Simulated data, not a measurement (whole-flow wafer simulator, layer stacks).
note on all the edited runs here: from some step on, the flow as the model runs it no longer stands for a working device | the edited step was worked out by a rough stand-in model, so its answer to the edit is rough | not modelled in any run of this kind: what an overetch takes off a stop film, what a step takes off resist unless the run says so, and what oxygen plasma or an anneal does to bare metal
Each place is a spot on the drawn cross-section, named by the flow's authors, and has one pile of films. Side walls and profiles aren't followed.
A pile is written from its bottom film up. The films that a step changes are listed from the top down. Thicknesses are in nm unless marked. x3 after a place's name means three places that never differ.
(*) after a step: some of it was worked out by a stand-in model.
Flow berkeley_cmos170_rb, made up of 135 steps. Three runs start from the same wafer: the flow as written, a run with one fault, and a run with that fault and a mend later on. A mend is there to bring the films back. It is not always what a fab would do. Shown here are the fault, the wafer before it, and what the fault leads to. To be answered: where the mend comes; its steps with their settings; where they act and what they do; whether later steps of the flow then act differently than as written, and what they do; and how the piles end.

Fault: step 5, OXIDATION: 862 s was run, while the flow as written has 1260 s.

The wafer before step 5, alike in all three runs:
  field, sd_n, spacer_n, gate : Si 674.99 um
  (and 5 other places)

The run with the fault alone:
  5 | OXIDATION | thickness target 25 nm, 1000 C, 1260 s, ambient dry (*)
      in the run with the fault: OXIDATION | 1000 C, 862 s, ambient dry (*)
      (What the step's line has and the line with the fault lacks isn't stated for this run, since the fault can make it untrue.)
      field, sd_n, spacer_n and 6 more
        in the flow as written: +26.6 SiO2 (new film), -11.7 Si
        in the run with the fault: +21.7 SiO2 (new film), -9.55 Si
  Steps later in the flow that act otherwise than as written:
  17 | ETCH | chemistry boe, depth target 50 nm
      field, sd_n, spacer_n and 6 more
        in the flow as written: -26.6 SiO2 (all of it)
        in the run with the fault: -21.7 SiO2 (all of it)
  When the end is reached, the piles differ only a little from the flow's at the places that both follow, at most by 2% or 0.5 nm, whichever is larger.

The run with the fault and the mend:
  After step 6 comes the mend.
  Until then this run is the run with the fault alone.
  6a | OXIDATION | 1000 C, 322 s, ambient dry (*) (a further turn of the flow's step 5, with different settings)
      field, sd_n, spacer_n and 6 more
        +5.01 SiO2, -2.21 Si
  None of the later steps of the flow differs from how it acts as written, at any place that is followed, by more than 2% or 0.5 nm, whichever is larger.
  When the end is reached, the piles differ only a little from the flow's at the places that both follow, at most by 2% or 0.5 nm, whichever is larger.
